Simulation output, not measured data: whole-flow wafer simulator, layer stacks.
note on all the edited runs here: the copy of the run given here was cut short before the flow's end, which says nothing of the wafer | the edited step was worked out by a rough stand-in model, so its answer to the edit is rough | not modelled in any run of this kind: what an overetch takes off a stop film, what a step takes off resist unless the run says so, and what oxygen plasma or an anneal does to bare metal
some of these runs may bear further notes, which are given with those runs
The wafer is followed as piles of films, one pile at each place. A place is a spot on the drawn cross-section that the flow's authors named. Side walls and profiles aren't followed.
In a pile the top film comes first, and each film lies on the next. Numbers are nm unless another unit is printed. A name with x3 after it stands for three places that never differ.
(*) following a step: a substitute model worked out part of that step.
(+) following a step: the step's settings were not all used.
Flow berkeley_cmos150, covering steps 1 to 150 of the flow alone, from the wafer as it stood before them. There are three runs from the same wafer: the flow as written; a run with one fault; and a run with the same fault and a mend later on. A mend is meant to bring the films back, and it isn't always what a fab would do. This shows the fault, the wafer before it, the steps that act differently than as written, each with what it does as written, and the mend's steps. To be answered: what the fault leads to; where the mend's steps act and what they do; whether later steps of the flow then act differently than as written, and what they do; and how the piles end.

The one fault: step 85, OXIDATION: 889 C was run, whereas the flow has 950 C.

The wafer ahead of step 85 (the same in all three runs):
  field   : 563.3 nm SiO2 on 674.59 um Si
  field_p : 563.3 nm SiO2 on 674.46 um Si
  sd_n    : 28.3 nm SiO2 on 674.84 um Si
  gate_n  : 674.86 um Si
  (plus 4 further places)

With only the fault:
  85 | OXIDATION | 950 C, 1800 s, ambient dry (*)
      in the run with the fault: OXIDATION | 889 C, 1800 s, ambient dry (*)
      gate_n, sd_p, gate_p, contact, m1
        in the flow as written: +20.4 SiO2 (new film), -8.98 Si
        in the run with the fault: +11.2 SiO2 (new film), -4.91 Si
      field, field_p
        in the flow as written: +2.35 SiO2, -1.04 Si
        in the run with the fault: +0.87 SiO2, -0.38 Si
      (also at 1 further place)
  Steps later in the flow that act otherwise than as written (26 other steps are not shown; they differ only slightly, by no more than 2% or 0.5 nm, whichever is larger):
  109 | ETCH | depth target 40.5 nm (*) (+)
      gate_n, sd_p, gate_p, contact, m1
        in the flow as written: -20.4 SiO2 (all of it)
        in the run with the fault: -11.2 SiO2 (all of it)
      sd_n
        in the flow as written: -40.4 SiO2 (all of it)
        in the run with the fault: -34 SiO2 (all of it)
  At the end the piles are close to the flow's at the places that both follow, differing by at most 2% or 0.5 nm, whichever is larger.

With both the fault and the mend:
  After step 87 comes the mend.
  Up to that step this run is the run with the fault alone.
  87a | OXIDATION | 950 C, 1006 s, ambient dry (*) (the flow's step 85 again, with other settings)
      gate_n, sd_p, gate_p, contact, m1
        +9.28 SiO2, -4.08 Si
      field, field_p
        +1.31 SiO2, -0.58 Si
      sd_n
        +6.4 SiO2, -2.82 Si
  Every later step of the flow that is run acts as written, at every place that is followed, to within 2% or 0.5 nm, whichever is larger.
  At the end the piles are close to the flow's at the places that both follow, differing by at most 2% or 0.5 nm, whichever is larger.
